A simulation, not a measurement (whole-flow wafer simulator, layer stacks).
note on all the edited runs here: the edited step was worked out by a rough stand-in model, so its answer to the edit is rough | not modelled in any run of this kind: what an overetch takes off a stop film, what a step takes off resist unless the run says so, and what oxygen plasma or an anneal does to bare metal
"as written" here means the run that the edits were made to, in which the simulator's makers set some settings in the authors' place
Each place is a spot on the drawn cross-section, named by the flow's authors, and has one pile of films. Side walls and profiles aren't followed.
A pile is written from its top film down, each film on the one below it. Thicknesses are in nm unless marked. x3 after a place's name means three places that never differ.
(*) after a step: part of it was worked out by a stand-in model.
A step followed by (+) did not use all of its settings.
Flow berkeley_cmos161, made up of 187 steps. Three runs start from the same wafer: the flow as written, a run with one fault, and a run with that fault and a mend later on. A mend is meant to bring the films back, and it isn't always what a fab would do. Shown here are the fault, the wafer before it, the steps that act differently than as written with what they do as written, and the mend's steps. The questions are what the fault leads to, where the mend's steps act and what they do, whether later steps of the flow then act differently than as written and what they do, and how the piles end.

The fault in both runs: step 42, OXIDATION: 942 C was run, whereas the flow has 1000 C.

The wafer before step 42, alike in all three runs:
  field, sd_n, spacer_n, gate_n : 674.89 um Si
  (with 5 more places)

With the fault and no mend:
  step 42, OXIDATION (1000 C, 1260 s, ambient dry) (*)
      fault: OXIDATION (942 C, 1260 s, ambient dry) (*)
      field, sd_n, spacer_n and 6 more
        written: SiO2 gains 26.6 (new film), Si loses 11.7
        fault: SiO2 gains 14.9 (new film), Si loses 6.57
  Later steps of the flow acting differently than as written (not shown: 46 more steps that differ only slightly, by at most 2% or 0.5 nm, whichever is larger):
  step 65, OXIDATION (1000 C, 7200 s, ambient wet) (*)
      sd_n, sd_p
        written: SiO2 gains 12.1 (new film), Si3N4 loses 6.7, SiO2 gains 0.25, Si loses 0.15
        fault: SiO2 gains 12.1 (new film), Si3N4 loses 6.7
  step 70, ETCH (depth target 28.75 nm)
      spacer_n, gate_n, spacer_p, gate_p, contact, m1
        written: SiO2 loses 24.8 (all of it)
        fault: SiO2 loses 13.2 (all of it)
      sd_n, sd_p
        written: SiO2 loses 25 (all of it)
        fault: SiO2 loses 13.2 (all of it)
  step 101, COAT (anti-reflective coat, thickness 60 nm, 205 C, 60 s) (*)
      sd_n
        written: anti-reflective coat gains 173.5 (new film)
        fault: anti-reflective coat gains 169.9 (new film)
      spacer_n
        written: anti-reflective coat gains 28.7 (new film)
        fault: anti-reflective coat gains 29.8 (new film)
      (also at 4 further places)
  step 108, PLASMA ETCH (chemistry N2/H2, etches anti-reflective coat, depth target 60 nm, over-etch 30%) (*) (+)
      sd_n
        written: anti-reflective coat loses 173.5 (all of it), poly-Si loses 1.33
        fault: anti-reflective coat loses 169.9 (all of it), poly-Si loses 1.31
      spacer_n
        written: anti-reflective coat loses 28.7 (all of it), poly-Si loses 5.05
        fault: anti-reflective coat loses 29.8 (all of it), poly-Si loses 4.9
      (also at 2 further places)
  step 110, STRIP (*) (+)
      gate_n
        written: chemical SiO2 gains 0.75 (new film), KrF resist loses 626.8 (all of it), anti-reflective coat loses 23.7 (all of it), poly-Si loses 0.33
        fault: chemical SiO2 gains 0.75 (new film), KrF resist loses 622.7 (all of it), anti-reflective coat loses 25.2 (all of it), poly-Si loses 0.33
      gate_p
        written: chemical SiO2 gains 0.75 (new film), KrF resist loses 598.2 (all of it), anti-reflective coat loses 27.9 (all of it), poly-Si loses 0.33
        fault: chemical SiO2 gains 0.75 (new film), KrF resist loses 595.5 (all of it), anti-reflective coat loses 28.8 (all of it), poly-Si loses 0.33
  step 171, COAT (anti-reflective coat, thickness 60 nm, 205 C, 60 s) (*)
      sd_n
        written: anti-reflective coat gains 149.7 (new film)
        fault: anti-reflective coat gains 143.7 (new film)
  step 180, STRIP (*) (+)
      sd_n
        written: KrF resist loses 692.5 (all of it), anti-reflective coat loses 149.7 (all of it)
        fault: KrF resist loses 693.5 (all of it), anti-reflective coat loses 143.7 (all of it)
  When the end is reached, the piles differ only a little from the flow's at the places that both follow, at most by 2% or 0.5 nm, whichever is larger.

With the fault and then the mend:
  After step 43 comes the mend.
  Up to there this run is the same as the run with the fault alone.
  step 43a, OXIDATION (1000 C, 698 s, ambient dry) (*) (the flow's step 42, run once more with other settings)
      field, sd_n, spacer_n and 6 more
        SiO2 gains 11.6, Si loses 5.1
  Later steps of the flow that are run all act as written at every place that is followed, up to a difference of at most 2% or 0.5 nm, whichever is larger.
  The piles end the same as the flow's at every place that both follow.
